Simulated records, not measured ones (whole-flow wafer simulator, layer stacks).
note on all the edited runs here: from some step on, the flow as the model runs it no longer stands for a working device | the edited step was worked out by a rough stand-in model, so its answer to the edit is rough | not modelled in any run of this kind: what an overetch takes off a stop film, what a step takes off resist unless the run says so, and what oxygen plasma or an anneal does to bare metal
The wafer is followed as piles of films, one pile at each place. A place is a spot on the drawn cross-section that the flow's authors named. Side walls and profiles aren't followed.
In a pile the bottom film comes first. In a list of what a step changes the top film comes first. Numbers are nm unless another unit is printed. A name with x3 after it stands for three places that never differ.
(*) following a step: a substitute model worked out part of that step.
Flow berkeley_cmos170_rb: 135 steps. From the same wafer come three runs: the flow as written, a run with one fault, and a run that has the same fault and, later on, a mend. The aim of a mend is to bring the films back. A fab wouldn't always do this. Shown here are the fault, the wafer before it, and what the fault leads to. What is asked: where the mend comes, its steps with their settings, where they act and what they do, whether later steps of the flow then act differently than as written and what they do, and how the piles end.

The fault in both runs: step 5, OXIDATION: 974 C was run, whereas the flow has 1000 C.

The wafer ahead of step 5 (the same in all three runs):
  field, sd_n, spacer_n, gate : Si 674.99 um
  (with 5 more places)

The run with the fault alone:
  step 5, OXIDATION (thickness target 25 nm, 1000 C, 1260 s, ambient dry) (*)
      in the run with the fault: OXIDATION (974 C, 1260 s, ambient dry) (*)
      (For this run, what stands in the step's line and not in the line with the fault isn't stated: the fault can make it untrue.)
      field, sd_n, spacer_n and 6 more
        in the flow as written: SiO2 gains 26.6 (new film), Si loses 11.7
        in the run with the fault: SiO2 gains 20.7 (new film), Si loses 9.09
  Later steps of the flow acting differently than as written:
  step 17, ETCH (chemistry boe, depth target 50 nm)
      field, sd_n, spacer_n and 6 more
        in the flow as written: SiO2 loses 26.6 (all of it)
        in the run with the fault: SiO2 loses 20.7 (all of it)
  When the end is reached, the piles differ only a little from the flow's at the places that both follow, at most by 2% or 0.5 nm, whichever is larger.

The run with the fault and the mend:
  After step 6 comes the mend.
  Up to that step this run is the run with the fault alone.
  step 6a, OXIDATION (1000 C, 384 s, ambient dry) (*) (the flow's step 5 again, with other settings)
      field, sd_n, spacer_n and 6 more
        SiO2 gains 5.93, Si loses 2.61
  None of the later steps of the flow acts differently than as written at any place that is followed.
  By the end, the piles equal the flow's at every place that both follow.
